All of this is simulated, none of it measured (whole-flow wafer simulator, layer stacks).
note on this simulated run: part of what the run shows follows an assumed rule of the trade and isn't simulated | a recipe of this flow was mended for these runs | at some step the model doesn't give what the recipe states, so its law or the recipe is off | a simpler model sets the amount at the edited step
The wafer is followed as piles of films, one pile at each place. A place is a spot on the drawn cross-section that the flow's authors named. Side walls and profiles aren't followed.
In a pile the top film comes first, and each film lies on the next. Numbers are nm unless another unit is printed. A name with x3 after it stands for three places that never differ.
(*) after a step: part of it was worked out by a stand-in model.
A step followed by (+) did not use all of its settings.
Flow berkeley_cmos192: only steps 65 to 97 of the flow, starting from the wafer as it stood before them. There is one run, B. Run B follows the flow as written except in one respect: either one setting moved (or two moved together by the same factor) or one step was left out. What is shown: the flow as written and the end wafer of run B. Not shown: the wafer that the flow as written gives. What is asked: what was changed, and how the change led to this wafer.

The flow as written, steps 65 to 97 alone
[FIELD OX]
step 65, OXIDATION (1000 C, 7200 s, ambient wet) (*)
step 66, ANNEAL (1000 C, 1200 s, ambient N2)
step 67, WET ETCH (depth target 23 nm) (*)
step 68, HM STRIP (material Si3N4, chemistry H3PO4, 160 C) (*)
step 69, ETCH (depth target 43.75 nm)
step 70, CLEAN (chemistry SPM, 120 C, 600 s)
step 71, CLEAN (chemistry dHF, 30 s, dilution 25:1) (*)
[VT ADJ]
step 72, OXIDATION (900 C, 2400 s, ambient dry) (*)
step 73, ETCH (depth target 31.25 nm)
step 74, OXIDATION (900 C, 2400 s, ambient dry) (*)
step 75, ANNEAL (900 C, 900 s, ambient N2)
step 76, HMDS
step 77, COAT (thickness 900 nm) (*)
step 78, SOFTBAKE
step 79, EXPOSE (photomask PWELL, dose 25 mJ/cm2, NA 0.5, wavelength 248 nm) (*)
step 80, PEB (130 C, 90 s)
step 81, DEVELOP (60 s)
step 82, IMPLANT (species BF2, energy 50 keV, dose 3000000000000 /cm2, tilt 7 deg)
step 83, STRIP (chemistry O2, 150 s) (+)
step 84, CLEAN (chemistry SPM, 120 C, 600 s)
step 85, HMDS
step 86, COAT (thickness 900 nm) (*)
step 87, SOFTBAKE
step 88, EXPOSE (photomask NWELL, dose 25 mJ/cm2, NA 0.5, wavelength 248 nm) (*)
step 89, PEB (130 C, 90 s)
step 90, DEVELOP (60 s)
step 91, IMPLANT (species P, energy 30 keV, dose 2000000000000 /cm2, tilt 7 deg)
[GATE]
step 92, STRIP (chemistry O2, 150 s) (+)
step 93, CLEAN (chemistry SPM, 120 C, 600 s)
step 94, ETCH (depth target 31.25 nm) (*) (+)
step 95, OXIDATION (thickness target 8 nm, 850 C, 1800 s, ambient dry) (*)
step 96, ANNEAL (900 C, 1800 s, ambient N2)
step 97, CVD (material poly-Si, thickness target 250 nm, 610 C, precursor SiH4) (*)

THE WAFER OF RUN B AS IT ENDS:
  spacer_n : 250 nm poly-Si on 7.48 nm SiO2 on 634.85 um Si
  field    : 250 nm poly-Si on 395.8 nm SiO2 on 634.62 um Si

Cause: step 68, HM STRIP: 171 C was run, while the flow as written has 160 C.

The path from the change to this, step by step:
  step 68, HM STRIP (material Si3N4, chemistry H3PO4, 160 C) (*)
      spacer_n, spacer_p, gate_p, contact, m1: chemical SiO2 gains 0.5 (new film), Si3N4 loses 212 (all of it), SiO2 loses 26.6 (all of it), Si loses 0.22 (it would be, as written: Si3N4 loses 212 (all of it), SiO2 loses 9.87)
      sd_n, gate, sd_p: Si3N4 loses 212 (all of it), SiO2 loses 26.3 (it would be, as written: Si3N4 loses 212 (all of it), SiO2 loses 9.87)
      (also at 1 further place)
  step 69, ETCH (depth target 43.75 nm)
      spacer_n, spacer_p, gate_p, contact, m1: chemical SiO2 loses 0.5 (all of it) (it would be, as written: SiO2 loses 16.7 (all of it))
      sd_n, sd_p: SiO2 loses 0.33 (all of it) (it would be, as written: SiO2 loses 16.8 (all of it))
      (also at 1 further place)
